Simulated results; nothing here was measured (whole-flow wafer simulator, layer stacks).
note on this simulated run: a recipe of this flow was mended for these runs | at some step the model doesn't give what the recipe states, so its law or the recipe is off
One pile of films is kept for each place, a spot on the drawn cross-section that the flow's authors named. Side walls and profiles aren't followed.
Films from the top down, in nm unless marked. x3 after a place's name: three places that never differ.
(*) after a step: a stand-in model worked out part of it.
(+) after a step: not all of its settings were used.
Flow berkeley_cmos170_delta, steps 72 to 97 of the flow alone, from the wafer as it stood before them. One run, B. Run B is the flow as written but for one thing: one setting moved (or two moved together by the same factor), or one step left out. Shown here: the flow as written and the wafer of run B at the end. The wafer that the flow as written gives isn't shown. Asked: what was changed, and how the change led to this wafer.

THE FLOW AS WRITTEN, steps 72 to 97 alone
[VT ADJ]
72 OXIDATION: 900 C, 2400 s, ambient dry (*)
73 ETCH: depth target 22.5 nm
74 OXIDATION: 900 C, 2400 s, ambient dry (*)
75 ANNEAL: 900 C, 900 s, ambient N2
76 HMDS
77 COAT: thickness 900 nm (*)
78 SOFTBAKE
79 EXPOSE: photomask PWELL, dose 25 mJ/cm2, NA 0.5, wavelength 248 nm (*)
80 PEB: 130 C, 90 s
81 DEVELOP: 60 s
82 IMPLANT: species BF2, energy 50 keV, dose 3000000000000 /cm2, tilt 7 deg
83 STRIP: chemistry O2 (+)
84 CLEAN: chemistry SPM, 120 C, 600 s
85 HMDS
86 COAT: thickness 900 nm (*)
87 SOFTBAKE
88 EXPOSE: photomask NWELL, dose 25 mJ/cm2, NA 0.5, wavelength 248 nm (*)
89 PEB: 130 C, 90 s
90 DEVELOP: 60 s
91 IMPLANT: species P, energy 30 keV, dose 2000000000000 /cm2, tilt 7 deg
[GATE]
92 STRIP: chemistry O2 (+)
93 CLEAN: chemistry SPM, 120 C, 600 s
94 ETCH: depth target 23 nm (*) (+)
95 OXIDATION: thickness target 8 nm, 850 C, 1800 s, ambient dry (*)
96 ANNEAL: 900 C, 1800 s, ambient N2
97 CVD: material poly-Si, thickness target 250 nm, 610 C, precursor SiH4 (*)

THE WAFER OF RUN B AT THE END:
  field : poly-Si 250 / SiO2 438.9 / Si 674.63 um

The cause: step 73, ETCH: depth target 32.62 nm was run, where the flow has depth target 22.5 nm.

How the change led to this, step by step:
  73 ETCH: depth target 22.5 nm
      field: SiO2 -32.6 (as written it would be: SiO2 -22.5)
